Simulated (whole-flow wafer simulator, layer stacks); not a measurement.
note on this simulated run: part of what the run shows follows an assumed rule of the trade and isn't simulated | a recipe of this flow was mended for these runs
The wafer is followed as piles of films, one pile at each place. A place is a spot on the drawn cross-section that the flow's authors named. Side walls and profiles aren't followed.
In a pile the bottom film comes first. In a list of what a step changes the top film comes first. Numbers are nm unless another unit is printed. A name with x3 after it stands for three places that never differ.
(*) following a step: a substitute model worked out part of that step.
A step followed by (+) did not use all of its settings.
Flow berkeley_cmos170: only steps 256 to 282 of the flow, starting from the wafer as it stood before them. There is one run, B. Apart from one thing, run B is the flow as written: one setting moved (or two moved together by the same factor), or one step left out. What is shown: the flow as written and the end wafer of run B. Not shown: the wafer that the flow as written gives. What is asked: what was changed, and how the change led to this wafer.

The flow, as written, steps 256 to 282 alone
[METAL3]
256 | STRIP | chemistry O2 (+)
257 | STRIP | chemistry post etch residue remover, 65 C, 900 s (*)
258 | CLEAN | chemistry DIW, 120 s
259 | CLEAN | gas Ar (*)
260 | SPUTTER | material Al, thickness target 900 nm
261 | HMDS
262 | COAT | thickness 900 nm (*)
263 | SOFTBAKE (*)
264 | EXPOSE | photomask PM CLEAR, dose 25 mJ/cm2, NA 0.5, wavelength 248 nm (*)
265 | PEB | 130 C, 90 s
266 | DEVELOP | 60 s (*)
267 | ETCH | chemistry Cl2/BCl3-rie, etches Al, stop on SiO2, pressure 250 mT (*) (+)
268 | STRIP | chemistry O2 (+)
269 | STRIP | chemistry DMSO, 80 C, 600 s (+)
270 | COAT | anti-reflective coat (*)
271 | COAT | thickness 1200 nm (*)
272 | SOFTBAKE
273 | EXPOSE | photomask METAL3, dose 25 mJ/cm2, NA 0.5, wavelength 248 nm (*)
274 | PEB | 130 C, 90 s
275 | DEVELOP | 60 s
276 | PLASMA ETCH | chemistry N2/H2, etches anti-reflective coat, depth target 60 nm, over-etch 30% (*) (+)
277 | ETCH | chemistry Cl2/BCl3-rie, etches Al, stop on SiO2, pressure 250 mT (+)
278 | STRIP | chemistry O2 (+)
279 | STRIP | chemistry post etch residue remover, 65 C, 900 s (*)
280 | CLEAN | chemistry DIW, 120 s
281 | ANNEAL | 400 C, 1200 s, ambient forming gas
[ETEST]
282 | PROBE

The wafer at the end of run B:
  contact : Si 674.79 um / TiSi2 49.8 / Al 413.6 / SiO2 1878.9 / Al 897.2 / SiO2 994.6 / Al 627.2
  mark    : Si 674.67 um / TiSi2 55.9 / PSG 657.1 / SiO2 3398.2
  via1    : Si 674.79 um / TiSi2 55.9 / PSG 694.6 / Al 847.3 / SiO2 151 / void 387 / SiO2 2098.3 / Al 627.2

Cause: step 260, SPUTTER: thickness target 630 nm was run, whereas the flow has thickness target 900 nm.

How this came from the change, step by step:
  260 | SPUTTER | material Al, thickness target 900 nm
      field, mark, sd_n and 9 more: +630 Al (new film) (it would be, as written: +900 Al (new film))
      via2: +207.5 Al (it would be, as written: +259.4 Al)
  262 | COAT | thickness 900 nm (*)
      via2: +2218 KrF-resist (new film) (it would be, as written: +2428.6 KrF-resist (new film))
  265 | PEB | 130 C, 90 s
      via2: -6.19 KrF-resist (it would be, as written: -7.55 KrF-resist)
  267 | ETCH | chemistry Cl2/BCl3-rie, etches Al, stop on SiO2, pressure 250 mT (*) (+)
      field, sd_n, spacer_n and 9 more: -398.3 KrF-resist (it would be, as written: -533.3 KrF-resist)
      mark: -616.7 Al (all of it), -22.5 SiO2 (it would be, as written: -886.7 Al (all of it), -22.5 SiO2)
  268 | STRIP | chemistry O2 (+)
      field, spacer_n, gate_n: -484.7 KrF-resist (all of it) (it would be, as written: -349.7 KrF-resist (all of it))
      spacer_p, gate_p: -484.6 KrF-resist (all of it) (it would be, as written: -349.6 KrF-resist (all of it))
      (as well as at 7 more places)
  270 | COAT | anti-reflective coat (*)
      via2: +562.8 anti-reflective coat (new film) (it would be, as written: +671.1 anti-reflective coat (new film))
  271 | COAT | thickness 1200 nm (*)
      via2: +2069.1 KrF-resist (new film) (it would be, as written: +2189.1 KrF-resist (new film))
  274 | PEB | 130 C, 90 s
      via2: -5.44 KrF-resist (it would be, as written: -6.08 KrF-resist)
  277 | ETCH | chemistry Cl2/BCl3-rie, etches Al, stop on SiO2, pressure 250 mT (+)
      field, sd_n, spacer_n, gate_n, sd_p, spacer_p, gate_p: -630 Al (all of it), -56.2 SiO2 (it would be, as written: -900 Al (all of it), -56.2 SiO2)
      contact, m1, via1, m2, via2: -540 KrF-resist (it would be, as written: -675 KrF-resist)
      (as well as at 1 more place)
  278 | STRIP | chemistry O2 (+)
      contact: -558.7 KrF-resist (all of it), -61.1 anti-reflective coat (all of it) (it would be, as written: -424 KrF-resist (all of it), -61.1 anti-reflective coat (all of it))
      m1: -553.5 KrF-resist (all of it), -40.8 anti-reflective coat (all of it) (it would be, as written: -423.6 KrF-resist (all of it), -40.9 anti-reflective coat (all of it))
      (as well as at 3 more places)
